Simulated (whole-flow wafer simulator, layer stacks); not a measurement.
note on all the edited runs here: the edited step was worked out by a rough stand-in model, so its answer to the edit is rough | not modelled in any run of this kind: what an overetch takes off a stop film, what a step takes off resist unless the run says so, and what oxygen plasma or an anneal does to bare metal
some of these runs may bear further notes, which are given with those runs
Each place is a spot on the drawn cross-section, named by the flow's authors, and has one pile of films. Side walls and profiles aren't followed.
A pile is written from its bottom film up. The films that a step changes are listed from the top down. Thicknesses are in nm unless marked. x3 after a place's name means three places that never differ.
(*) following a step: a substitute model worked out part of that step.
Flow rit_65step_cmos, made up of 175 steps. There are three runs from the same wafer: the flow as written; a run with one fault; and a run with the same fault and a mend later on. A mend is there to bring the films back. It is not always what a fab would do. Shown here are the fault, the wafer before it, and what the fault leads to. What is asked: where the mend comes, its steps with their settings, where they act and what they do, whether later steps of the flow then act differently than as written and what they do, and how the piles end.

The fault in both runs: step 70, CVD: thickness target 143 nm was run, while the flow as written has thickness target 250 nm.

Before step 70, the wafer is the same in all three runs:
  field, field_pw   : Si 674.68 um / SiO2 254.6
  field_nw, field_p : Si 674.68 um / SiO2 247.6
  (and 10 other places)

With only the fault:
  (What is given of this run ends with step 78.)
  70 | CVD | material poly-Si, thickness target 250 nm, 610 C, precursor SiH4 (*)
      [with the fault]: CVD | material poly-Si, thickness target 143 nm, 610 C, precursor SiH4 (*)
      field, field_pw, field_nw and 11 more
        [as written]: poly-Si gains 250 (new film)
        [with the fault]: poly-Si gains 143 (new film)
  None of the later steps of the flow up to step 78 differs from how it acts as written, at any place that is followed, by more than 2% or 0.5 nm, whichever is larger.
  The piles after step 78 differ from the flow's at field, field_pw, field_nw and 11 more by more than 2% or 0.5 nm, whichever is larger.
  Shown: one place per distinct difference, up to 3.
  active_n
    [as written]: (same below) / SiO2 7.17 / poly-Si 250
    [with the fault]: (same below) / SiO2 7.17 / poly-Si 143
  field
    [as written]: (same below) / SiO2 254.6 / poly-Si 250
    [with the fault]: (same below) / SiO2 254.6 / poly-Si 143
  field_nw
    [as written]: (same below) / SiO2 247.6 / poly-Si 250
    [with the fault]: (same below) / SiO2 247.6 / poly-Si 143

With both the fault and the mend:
  After step 71 comes the mend.
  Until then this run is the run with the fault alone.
  71a | ETCH | chemistry tmah, depth target 164.5 nm
      field, field_pw, field_nw and 11 more
        poly-Si loses 143 (all of it)
  71b | CLEAN | chemistry SC2, 75 C, 600 s (the flow's step 66 again)
      alters no film at any place that is followed
  71c | CVD | material poly-Si, thickness target 250 nm, 610 C, precursor SiH4 (*) (the flow's step 70 again)
      field, field_pw, field_nw and 11 more
        poly-Si gains 250 (new film)
  None of the later steps of the flow acts differently than as written at any place that is followed.
  By the end, the piles equal the flow's at every place that both follow.
